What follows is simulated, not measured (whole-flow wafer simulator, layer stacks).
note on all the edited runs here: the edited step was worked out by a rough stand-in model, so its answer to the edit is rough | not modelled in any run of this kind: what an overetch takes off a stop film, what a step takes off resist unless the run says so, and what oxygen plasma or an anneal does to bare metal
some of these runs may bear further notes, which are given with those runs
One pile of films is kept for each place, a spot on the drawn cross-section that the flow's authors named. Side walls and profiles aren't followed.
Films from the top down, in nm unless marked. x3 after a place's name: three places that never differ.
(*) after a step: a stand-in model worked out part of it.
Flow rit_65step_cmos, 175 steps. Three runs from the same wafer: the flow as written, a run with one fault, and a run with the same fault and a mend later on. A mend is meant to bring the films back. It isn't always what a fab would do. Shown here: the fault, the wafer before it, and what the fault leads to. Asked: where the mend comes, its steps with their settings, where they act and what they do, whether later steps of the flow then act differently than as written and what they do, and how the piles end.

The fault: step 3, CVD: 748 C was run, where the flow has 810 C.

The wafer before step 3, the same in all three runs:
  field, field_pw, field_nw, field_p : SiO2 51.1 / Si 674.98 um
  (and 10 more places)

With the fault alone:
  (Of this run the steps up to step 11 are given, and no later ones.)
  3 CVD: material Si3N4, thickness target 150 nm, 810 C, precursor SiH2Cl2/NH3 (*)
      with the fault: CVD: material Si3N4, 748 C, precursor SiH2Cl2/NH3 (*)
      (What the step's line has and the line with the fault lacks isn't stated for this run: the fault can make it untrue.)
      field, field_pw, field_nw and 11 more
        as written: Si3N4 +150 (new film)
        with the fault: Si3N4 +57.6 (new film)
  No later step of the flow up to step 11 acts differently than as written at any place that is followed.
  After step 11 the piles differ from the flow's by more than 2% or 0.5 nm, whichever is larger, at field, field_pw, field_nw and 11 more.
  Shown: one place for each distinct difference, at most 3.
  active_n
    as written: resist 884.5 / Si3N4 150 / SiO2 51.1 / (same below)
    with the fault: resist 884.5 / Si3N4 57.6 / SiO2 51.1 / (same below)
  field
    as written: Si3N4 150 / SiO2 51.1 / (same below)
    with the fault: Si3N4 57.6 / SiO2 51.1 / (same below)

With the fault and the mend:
  The mend comes after step 4.
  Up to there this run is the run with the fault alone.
  4a CVD: material Si3N4, thickness target 92 nm, 810 C, 924 s, precursor SiH2Cl2/NH3 (*) (the flow's step 3 once more, with other settings)
      field, field_pw, field_nw and 11 more
        Si3N4 +92
  No later step of the flow acts differently than as written, at any place that is followed, by more than 2% or 0.5 nm, whichever is larger.
  At the end the piles differ from the flow's only slightly at the places that both follow, by at most 2% or 0.5 nm, whichever is larger.
